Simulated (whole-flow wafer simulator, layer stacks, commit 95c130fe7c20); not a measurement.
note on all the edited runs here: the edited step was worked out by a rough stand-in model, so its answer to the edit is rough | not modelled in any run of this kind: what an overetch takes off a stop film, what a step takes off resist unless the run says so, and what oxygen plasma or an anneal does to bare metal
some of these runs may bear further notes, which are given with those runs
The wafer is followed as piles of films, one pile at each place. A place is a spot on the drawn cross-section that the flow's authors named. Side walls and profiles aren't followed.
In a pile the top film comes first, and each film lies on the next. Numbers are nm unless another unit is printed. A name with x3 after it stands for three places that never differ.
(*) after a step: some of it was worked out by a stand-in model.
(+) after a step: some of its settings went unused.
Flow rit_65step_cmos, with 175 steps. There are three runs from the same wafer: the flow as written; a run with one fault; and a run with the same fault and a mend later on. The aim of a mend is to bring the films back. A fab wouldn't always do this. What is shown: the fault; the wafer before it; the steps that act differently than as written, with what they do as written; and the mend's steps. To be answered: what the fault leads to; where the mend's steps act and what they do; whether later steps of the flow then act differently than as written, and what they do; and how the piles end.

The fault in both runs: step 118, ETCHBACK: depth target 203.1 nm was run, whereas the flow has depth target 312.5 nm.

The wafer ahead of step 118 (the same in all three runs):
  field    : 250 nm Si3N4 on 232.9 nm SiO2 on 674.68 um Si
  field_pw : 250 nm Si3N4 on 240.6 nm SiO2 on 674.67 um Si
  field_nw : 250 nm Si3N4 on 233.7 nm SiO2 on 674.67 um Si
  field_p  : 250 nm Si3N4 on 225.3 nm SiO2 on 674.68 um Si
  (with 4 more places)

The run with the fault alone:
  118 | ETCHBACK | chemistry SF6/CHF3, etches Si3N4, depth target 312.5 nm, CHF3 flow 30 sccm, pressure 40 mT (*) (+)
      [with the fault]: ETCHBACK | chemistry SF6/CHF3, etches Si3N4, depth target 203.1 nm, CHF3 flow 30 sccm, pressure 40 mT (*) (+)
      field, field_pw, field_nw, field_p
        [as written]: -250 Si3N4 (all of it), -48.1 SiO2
        [with the fault]: -203.1 Si3N4
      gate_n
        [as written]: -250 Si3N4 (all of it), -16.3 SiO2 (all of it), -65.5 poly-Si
        [with the fault]: -203.1 Si3N4
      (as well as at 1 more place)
  Later steps of the flow acting differently than as written (4 other steps are not shown; they differ only slightly, by no more than 2% or 0.5 nm, whichever is larger):
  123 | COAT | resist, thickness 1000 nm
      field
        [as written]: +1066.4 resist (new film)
        [with the fault]: +1044.1 resist (new film)
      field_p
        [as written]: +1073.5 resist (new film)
        [with the fault]: +1051.2 resist (new film)
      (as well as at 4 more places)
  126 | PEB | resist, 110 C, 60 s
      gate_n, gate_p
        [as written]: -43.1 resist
        [with the fault]: -40.1 resist
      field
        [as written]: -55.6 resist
        [with the fault]: -54.3 resist
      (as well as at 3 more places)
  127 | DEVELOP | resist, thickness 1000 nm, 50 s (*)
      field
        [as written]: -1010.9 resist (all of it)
        [with the fault]: -989.9 resist (all of it)
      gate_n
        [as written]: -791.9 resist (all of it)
        [with the fault]: -739.2 resist (all of it)
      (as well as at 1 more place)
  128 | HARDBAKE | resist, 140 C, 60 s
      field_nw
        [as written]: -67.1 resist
        [with the fault]: -65.7 resist
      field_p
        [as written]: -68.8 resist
        [with the fault]: -67.2 resist
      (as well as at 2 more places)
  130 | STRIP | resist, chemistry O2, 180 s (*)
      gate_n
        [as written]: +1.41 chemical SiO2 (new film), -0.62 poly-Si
        [with the fault]: nothing
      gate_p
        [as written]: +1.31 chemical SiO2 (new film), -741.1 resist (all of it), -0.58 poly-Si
        [with the fault]: -691.6 resist (all of it)
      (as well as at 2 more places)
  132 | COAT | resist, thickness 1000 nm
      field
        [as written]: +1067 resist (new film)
        [with the fault]: +1044.1 resist (new film)
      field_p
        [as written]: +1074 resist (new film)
        [with the fault]: +1051.2 resist (new film)
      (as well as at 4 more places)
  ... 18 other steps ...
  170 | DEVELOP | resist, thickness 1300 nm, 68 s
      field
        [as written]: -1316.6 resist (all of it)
        [with the fault]: -1271.6 resist (all of it)
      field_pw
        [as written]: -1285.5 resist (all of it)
        [with the fault]: -1259.5 resist (all of it)
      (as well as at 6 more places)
  At field, field_pw, field_nw, field_p, gate_n, gate_p, spacer, spacer_p, the piles at the end differ from the flow's by more than 2% or 0.5 nm, whichever is larger.
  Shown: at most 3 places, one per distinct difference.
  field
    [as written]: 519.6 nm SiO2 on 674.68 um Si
    [with the fault]: 363.4 nm SiO2 on 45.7 nm Si3N4 on 232.9 nm SiO2 on 674.68 um Si
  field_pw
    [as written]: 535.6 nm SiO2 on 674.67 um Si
    [with the fault]: 363.4 nm SiO2 on 45.7 nm Si3N4 on 240.6 nm SiO2 on 674.67 um Si
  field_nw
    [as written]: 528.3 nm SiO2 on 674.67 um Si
    [with the fault]: 363.4 nm SiO2 on 45.7 nm Si3N4 on 233.7 nm SiO2 on 674.67 um Si

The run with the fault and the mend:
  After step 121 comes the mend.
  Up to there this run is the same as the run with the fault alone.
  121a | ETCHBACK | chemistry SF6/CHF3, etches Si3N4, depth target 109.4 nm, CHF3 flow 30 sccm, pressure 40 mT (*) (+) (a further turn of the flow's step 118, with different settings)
      field, field_pw, field_nw, field_p
        -46.9 Si3N4 (all of it), -48.1 SiO2
      active_n, sd_n, contact, m1
        -46.9 Si3N4 (all of it), -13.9 SiO2 (all of it)
      active_p, sd_p
        -46.9 Si3N4 (all of it), -13.4 SiO2 (all of it)
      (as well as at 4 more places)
  Every later step of the flow that is run acts as written at every place that is followed.
  The piles end the same as the flow's at every place that both follow.
